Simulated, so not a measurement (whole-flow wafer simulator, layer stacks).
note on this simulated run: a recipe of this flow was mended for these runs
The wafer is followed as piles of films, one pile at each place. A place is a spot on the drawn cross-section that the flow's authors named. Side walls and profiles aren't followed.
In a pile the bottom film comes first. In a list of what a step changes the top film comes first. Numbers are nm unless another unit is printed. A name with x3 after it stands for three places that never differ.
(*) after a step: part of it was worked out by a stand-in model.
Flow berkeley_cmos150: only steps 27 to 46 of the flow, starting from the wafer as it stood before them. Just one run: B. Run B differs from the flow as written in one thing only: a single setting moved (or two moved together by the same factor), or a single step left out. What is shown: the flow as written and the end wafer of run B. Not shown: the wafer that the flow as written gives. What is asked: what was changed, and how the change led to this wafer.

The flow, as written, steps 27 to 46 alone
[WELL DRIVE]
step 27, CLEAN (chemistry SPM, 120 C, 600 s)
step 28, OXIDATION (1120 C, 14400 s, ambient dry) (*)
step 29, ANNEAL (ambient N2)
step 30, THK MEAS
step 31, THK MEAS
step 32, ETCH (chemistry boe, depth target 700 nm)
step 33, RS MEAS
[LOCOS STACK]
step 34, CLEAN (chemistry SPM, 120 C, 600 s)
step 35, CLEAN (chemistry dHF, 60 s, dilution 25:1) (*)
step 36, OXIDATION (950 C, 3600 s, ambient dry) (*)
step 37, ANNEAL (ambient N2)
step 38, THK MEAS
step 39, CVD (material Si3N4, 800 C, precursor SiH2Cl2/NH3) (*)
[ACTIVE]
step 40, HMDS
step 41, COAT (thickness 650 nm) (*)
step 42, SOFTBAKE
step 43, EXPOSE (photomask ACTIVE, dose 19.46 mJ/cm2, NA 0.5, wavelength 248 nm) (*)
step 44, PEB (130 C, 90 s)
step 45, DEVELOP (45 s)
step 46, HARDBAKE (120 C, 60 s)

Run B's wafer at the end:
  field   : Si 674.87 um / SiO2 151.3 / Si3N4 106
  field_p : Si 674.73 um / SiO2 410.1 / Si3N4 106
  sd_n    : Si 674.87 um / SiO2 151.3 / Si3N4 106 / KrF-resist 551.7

Cause: step 32, ETCH: depth target 140 nm was run, while the flow as written has depth target 700 nm.

Step by step, how the change led to this:
  step 32, ETCH (chemistry boe, depth target 700 nm)
      field, sd_n, gate_n, contact, m1: SiO2 loses 140 (as written it would have been: SiO2 loses 291.1 (all of it))
      field_p, sd_p, gate_p: SiO2 loses 140 (as written it would have been: SiO2 loses 555.5 (all of it))
  step 34, CLEAN (chemistry SPM, 120 C, 600 s)
      field, field_p, sd_n, gate_n, sd_p, gate_p, contact, m1: nothing (as written it would have been: chemical SiO2 gains 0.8 (new film), Si loses 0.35)
  step 35, CLEAN (chemistry dHF, 60 s, dilution 25:1) (*)
      field, field_p, sd_n, gate_n, sd_p, gate_p, contact, m1: SiO2 loses 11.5 (as written it would have been: chemical SiO2 loses 0.8 (all of it))
  step 36, OXIDATION (950 C, 3600 s, ambient dry) (*)
      field, sd_n, gate_n, contact, m1: SiO2 gains 11.7, Si loses 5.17 (as written it would have been: SiO2 gains 31.5 (new film), Si loses 13.8)
      field_p, sd_p, gate_p: SiO2 gains 6.07, Si loses 2.67 (as written it would have been: SiO2 gains 31.5 (new film), Si loses 13.8)
  step 41, COAT (thickness 650 nm) (*)
      field: KrF-resist gains 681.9 (new film) (as written it would have been: KrF-resist gains 646.4 (new film))
      field_p: KrF-resist gains 588.9 (new film) (as written it would have been: KrF-resist gains 715.2 (new film))
      (also at 4 further places)
  step 45, DEVELOP (45 s)
      field: KrF-resist loses 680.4 (all of it) (as written it would have been: KrF-resist loses 645 (all of it))
      field_p: KrF-resist loses 587.6 (all of it) (as written it would have been: KrF-resist loses 713.6 (all of it))
  step 46, HARDBAKE (120 C, 60 s)
      sd_n: KrF-resist loses 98 (as written it would have been: KrF-resist loses 93.3)
      sd_p: KrF-resist loses 89.4 (as written it would have been: KrF-resist loses 102.4)
      (also at 2 further places)
